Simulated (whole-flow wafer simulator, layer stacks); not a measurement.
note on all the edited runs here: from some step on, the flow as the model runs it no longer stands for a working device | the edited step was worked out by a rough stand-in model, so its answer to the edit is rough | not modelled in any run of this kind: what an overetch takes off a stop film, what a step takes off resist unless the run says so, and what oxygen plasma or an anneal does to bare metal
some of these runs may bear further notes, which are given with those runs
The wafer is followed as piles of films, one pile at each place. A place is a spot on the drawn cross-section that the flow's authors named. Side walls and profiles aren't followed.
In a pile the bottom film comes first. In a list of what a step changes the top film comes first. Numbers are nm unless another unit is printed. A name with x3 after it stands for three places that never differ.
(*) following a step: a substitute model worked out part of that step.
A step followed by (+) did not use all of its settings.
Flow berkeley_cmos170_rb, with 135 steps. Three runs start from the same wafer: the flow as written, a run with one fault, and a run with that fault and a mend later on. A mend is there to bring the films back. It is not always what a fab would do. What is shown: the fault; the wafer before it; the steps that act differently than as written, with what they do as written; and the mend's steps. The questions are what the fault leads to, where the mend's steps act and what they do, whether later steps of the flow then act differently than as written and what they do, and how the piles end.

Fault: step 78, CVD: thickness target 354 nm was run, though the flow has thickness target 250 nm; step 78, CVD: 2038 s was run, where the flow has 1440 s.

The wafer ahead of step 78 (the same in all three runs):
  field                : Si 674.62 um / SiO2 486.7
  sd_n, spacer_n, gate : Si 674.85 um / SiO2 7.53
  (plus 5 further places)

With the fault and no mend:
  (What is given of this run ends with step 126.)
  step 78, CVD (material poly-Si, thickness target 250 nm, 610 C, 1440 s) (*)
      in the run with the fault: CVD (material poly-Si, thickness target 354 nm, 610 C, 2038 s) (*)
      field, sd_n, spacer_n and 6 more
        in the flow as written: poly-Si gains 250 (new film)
        in the run with the fault: poly-Si gains 354 (new film)
  Later steps of the flow acting differently than as written (6 more steps, not shown, differ only slightly: by at most 2% or 0.5 nm, whichever is larger):
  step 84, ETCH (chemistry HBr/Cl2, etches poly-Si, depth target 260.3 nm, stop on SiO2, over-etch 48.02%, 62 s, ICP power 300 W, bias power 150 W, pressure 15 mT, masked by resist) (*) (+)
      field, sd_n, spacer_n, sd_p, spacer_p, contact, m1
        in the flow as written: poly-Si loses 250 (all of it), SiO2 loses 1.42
        in the run with the fault: poly-Si loses 354 (all of it), SiO2 loses 0.16
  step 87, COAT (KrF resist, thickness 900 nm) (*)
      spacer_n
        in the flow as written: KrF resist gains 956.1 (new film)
        in the run with the fault: KrF resist gains 979.3 (new film)
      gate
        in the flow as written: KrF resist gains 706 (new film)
        in the run with the fault: KrF resist gains 627.6 (new film)
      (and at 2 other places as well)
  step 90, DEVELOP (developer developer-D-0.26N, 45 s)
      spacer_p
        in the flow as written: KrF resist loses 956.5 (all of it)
        in the run with the fault: KrF resist loses 980.4 (all of it)
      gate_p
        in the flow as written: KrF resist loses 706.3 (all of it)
        in the run with the fault: KrF resist loses 628.4 (all of it)
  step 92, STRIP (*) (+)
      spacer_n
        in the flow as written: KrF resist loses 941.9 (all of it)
        in the run with the fault: KrF resist loses 965.1 (all of it)
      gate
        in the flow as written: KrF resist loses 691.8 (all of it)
        in the run with the fault: KrF resist loses 613.4 (all of it)
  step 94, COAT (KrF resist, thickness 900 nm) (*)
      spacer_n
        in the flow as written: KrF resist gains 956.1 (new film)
        in the run with the fault: KrF resist gains 979.3 (new film)
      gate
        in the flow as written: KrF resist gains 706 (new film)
        in the run with the fault: KrF resist gains 627.6 (new film)
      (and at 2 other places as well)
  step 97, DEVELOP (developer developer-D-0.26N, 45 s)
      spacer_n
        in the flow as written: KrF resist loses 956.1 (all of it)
        in the run with the fault: KrF resist loses 979.3 (all of it)
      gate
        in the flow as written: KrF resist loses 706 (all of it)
        in the run with the fault: KrF resist loses 627.6 (all of it)
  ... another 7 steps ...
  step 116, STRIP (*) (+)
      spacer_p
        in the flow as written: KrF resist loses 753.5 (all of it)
        in the run with the fault: KrF resist loses 680.6 (all of it)
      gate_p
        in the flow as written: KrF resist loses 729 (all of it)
        in the run with the fault: KrF resist loses 657.9 (all of it)
  Once step 126 is done, the piles at spacer_n, gate, spacer_p, gate_p depart from the flow's by more than 2% or 0.5 nm, whichever is larger.
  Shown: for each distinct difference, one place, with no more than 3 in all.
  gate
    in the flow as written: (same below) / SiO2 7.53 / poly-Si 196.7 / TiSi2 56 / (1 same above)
    in the run with the fault: (same below) / SiO2 7.53 / poly-Si 300.7 / TiSi2 56 / (1 same above)
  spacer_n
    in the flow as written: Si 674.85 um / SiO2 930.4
    in the run with the fault: Si 674.85 um / SiO2 1034.4
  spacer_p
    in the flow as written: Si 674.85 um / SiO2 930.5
    in the run with the fault: Si 674.85 um / SiO2 1034.5

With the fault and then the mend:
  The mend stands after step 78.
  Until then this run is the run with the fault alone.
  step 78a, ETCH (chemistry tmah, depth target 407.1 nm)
      field, sd_n, spacer_n and 6 more
        poly-Si loses 354 (all of it)
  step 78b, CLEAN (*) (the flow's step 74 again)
      alters no film at any place that is followed
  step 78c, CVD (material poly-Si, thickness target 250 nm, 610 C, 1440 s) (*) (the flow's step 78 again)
      field, sd_n, spacer_n and 6 more
        poly-Si gains 250 (new film)
  None of the later steps of the flow acts differently than as written at any place that is followed.
  The piles end the same as the flow's at every place that both follow.
